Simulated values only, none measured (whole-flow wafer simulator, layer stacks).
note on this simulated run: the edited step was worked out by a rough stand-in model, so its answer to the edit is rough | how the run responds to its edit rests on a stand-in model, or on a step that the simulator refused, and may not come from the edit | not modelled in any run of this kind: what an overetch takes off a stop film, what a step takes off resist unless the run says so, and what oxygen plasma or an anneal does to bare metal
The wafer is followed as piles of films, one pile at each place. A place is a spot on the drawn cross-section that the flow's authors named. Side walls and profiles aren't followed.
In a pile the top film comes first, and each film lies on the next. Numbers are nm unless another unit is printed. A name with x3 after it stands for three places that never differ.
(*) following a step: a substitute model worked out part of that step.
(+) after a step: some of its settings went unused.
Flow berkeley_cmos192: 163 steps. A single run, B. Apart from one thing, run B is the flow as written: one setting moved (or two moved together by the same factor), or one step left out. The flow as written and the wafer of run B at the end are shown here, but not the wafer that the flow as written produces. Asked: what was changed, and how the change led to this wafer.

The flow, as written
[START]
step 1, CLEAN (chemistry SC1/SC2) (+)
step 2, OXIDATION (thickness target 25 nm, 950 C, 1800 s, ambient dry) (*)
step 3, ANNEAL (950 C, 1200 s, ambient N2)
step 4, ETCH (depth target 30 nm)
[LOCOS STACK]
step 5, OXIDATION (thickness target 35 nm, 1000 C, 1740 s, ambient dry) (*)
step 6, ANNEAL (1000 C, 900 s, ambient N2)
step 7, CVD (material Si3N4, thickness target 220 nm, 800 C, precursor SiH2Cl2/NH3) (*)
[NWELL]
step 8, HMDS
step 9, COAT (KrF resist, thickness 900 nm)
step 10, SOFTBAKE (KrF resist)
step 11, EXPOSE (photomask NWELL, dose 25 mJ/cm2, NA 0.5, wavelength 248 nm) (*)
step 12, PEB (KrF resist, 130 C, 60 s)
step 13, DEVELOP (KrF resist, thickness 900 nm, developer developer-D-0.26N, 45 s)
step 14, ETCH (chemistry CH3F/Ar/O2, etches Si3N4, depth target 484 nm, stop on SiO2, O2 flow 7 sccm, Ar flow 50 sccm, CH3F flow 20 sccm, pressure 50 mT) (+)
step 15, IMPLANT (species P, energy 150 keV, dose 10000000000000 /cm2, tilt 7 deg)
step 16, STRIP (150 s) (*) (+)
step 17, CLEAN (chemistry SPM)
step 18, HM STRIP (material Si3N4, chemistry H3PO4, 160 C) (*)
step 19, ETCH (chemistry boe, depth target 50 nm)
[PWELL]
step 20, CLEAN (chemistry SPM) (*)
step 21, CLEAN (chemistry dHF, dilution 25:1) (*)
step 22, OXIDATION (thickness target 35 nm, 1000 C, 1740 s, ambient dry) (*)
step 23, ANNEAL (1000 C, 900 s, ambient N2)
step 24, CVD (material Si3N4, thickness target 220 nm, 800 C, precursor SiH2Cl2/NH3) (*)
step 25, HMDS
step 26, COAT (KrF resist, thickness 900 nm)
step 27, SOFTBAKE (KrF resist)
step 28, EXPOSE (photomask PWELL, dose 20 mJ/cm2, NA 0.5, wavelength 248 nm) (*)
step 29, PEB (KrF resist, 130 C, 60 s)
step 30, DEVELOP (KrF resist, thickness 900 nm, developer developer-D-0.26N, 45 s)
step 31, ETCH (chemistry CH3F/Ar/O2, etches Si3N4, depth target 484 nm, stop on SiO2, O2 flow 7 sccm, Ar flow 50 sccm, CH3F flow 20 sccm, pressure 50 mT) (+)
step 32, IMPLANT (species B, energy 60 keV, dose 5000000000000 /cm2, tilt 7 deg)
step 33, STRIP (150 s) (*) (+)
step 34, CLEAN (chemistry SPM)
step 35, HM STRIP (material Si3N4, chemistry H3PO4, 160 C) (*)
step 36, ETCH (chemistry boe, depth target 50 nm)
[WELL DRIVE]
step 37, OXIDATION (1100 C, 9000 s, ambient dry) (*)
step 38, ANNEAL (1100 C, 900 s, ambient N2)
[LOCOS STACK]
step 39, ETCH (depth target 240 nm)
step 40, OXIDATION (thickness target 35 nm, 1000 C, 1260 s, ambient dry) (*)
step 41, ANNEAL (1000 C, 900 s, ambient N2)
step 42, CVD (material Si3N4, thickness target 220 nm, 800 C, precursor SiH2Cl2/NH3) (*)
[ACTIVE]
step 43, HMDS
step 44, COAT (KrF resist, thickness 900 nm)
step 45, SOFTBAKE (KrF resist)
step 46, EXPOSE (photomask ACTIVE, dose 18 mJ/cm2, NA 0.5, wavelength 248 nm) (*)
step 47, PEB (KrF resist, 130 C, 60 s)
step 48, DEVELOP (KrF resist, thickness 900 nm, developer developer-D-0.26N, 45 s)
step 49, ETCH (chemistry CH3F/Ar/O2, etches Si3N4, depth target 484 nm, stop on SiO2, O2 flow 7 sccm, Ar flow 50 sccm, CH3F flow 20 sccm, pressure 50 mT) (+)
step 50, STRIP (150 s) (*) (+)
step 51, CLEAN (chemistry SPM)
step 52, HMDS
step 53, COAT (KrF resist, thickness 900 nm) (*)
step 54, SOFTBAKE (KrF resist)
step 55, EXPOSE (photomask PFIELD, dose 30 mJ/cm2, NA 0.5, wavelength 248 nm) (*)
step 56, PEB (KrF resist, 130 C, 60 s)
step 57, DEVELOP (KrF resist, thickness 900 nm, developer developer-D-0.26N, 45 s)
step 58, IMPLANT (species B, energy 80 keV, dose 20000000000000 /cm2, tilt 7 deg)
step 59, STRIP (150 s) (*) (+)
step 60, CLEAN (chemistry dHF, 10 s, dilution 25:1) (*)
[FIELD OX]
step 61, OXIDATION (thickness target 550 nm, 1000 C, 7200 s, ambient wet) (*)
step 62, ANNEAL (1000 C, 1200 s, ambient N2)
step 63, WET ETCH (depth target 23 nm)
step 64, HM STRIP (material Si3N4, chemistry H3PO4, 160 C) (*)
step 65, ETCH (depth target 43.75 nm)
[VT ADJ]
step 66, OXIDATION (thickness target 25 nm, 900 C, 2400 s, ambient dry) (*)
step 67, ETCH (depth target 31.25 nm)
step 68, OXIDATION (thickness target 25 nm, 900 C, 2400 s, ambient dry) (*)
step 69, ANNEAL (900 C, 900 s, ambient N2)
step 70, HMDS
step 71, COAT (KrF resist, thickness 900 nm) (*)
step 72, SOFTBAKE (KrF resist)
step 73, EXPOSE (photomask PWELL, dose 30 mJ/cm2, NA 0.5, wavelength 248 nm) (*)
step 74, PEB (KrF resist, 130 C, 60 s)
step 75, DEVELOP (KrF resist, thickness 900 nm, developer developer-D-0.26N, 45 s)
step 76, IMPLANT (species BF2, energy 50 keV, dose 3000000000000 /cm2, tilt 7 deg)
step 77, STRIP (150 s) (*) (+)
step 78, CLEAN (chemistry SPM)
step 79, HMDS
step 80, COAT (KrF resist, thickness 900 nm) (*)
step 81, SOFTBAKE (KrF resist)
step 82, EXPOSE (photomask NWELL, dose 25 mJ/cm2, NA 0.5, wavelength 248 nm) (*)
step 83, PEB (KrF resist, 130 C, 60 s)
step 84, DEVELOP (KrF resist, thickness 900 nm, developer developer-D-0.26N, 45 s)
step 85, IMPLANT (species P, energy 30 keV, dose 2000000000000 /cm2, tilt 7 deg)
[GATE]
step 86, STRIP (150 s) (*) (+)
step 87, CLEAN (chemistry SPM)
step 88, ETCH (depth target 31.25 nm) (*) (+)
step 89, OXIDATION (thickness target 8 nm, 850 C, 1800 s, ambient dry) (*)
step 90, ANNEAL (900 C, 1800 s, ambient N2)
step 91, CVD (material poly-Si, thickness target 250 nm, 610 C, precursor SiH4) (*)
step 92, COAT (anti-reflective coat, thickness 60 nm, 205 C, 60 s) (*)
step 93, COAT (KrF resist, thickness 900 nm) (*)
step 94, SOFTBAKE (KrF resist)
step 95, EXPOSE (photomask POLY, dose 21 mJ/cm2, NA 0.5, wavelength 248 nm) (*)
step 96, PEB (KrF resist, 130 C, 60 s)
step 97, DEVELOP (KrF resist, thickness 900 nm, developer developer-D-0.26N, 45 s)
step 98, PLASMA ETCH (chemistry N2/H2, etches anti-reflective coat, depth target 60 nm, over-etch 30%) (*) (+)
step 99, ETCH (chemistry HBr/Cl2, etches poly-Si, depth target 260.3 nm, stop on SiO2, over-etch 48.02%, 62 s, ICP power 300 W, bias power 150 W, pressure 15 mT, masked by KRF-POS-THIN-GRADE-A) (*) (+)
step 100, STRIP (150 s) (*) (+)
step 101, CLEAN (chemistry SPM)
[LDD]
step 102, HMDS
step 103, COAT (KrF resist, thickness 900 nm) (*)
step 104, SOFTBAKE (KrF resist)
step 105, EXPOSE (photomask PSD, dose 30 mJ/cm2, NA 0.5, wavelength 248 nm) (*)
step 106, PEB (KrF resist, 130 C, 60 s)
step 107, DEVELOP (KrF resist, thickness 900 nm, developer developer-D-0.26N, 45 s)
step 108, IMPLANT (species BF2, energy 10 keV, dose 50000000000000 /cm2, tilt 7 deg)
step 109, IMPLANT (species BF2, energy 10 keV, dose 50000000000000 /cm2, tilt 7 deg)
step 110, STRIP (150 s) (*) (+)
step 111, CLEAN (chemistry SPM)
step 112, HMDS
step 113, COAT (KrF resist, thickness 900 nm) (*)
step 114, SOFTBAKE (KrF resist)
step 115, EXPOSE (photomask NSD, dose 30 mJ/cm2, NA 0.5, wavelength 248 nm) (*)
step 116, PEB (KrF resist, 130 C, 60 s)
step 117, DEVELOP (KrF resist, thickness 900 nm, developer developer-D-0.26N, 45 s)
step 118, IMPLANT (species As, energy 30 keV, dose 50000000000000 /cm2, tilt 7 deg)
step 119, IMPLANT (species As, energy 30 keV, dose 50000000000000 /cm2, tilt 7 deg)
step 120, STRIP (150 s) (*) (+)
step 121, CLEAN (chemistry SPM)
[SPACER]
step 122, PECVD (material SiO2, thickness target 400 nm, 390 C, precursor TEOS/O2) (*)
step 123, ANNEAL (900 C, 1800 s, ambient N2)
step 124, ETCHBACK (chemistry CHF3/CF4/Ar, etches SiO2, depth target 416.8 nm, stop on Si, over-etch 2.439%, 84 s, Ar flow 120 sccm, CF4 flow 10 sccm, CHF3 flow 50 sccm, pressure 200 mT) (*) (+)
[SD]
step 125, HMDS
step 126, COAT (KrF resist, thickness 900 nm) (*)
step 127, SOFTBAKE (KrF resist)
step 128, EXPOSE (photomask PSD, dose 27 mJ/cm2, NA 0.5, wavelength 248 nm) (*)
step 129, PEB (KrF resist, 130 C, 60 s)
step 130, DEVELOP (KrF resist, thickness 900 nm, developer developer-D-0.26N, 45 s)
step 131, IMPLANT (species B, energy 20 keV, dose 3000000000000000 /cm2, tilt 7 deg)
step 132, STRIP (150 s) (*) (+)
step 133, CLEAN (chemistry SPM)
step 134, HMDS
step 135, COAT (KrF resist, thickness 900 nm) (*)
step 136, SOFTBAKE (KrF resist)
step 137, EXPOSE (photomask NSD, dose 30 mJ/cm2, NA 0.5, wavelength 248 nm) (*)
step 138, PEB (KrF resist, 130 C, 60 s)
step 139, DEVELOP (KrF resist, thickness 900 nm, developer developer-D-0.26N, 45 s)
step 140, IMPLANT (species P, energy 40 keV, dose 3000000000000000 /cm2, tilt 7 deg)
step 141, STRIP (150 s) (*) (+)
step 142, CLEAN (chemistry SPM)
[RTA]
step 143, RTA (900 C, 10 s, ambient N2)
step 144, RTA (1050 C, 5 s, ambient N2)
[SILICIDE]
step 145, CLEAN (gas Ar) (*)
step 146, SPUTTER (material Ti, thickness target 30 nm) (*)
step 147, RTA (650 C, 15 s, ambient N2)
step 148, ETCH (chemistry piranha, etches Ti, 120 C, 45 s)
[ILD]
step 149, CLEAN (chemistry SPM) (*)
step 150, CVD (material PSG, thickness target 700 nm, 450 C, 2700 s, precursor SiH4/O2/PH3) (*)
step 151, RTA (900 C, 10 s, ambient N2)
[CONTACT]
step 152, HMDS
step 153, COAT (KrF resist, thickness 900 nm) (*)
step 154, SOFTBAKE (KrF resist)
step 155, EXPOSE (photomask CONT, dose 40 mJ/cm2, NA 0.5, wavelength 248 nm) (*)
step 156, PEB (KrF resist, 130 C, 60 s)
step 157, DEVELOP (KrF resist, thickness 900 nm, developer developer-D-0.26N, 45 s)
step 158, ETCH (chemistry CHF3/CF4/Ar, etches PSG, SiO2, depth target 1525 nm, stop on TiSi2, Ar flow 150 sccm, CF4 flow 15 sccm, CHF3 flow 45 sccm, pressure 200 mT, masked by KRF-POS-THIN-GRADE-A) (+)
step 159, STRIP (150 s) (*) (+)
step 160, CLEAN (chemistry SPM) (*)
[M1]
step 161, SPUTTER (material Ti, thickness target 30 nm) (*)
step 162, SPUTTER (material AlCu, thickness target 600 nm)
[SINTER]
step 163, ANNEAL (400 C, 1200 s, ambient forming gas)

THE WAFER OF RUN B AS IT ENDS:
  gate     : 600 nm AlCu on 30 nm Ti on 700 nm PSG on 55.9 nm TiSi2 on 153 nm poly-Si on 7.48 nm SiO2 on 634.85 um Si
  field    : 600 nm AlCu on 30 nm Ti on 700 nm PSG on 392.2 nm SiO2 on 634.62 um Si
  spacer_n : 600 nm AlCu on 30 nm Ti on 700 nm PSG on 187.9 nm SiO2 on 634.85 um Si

The reason: step 91, CVD: thickness target 212 nm was run, while the flow as written has thickness target 250 nm.

How this came from the change, step by step:
  step 91, CVD (material poly-Si, thickness target 250 nm, 610 C, precursor SiH4) (*)
      field, sd_n, spacer_n and 6 more: +212 poly-Si (new film) (it would be, as written: +250 poly-Si (new film))
  step 99, ETCH (chemistry HBr/Cl2, etches poly-Si, depth target 260.3 nm, stop on SiO2, over-etch 48.02%, 62 s, ICP power 300 W, bias power 150 W, pressure 15 mT, masked by KRF-POS-THIN-GRADE-A) (*) (+)
      field, spacer_n: -207.9 poly-Si (all of it), -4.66 SiO2 (it would be, as written: -245.8 poly-Si (all of it), -1.74 SiO2)
      sd_n: -210.8 poly-Si (all of it), -4.43 SiO2 (it would be, as written: -248.8 poly-Si (all of it), -1.51 SiO2)
      (and at 4 other places as well)
  step 103, COAT (KrF resist, thickness 900 nm) (*)
      gate: +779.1 KrF resist (new film) (it would be, as written: +748 KrF resist (new film))
      gate_p: +775.1 KrF resist (new film) (it would be, as written: +744.1 KrF resist (new film))
  step 107, DEVELOP (KrF resist, thickness 900 nm, developer developer-D-0.26N, 45 s)
      gate_p: -773.9 KrF resist (all of it) (it would be, as written: -742.9 KrF resist (all of it))
  step 110, STRIP (150 s) (*) (+)
      gate: -763.6 KrF resist (all of it), +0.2 chemical SiO2, -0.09 poly-Si (it would be, as written: -732.7 KrF resist (all of it), +0.2 chemical SiO2, -0.09 poly-Si)
  step 113, COAT (KrF resist, thickness 900 nm) (*)
      gate: +778.3 KrF resist (new film) (it would be, as written: +747.9 KrF resist (new film))
      gate_p: +774.3 KrF resist (new film) (it would be, as written: +743.9 KrF resist (new film))
  step 117, DEVELOP (KrF resist, thickness 900 nm, developer developer-D-0.26N, 45 s)
      gate: -777.1 KrF resist (all of it) (it would be, as written: -746.8 KrF resist (all of it))
  step 120, STRIP (150 s) (*) (+)
      gate_p: -758.9 KrF resist (all of it), +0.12 chemical SiO2, -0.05 poly-Si (it would be, as written: -728.6 KrF resist (all of it), +0.12 chemical SiO2, -0.05 poly-Si)
  step 124, ETCHBACK (chemistry CHF3/CF4/Ar, etches SiO2, depth target 416.8 nm, stop on Si, over-etch 2.439%, 84 s, Ar flow 120 sccm, CF4 flow 10 sccm, CHF3 flow 50 sccm, pressure 200 mT) (*) (+)
      spacer_n: -195 SiO2 (it would be, as written: -160 SiO2)
      spacer_p: -195 SiO2 (it would be, as written: -159.9 SiO2)
  step 126, COAT (KrF resist, thickness 900 nm) (*)
      spacer_n: +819 KrF resist (new film) (it would be, as written: +791.6 KrF resist (new film))
      gate: +798.3 KrF resist (new film) (it would be, as written: +771.5 KrF resist (new film))
      (and at 2 other places as well)
  step 130, DEVELOP (KrF resist, thickness 900 nm, developer developer-D-0.26N, 45 s)
      spacer_p: -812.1 KrF resist (all of it) (it would be, as written: -784.6 KrF resist (all of it))
      gate_p: -791.2 KrF resist (all of it) (it would be, as written: -764.3 KrF resist (all of it))
  step 132, STRIP (150 s) (*) (+)
      spacer_n: -803.6 KrF resist (all of it) (it would be, as written: -776.1 KrF resist (all of it))
      gate: +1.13 chemical SiO2 (new film), -782.9 KrF resist (all of it), -0.5 poly-Si (it would be, as written: +1.13 chemical SiO2 (new film), -756.1 KrF resist (all of it), -0.5 poly-Si)
  step 135, COAT (KrF resist, thickness 900 nm) (*)
      spacer_n: +818.7 KrF resist (new film) (it would be, as written: +791.1 KrF resist (new film))
      gate: +797.2 KrF resist (new film) (it would be, as written: +770.3 KrF resist (new film))
      (and at 2 other places as well)
  step 139, DEVELOP (KrF resist, thickness 900 nm, developer developer-D-0.26N, 45 s)
      spacer_n: -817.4 KrF resist (all of it) (it would be, as written: -789.9 KrF resist (all of it))
      gate: -796 KrF resist (all of it) (it would be, as written: -769.1 KrF resist (all of it))
  step 141, STRIP (150 s) (*) (+)
      spacer_p: -797.7 KrF resist (all of it) (it would be, as written: -770.2 KrF resist (all of it))
      gate_p: -776 KrF resist (all of it), +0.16 chemical SiO2 (it would be, as written: -749.1 KrF resist (all of it), +0.16 chemical SiO2)
  step 153, COAT (KrF resist, thickness 900 nm) (*)
      spacer_n: +849.6 KrF resist (new film) (it would be, as written: +829.8 KrF resist (new film))
      gate: +827.3 KrF resist (new film) (it would be, as written: +809.7 KrF resist (new film))
      (and at 2 other places as well)
  step 159, STRIP (150 s) (*) (+)
      spacer_n: -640 KrF resist (all of it) (it would be, as written: -620.3 KrF resist (all of it))
      gate: -617.8 KrF resist (all of it) (it would be, as written: -600.1 KrF resist (all of it))
      (and at 2 other places as well)
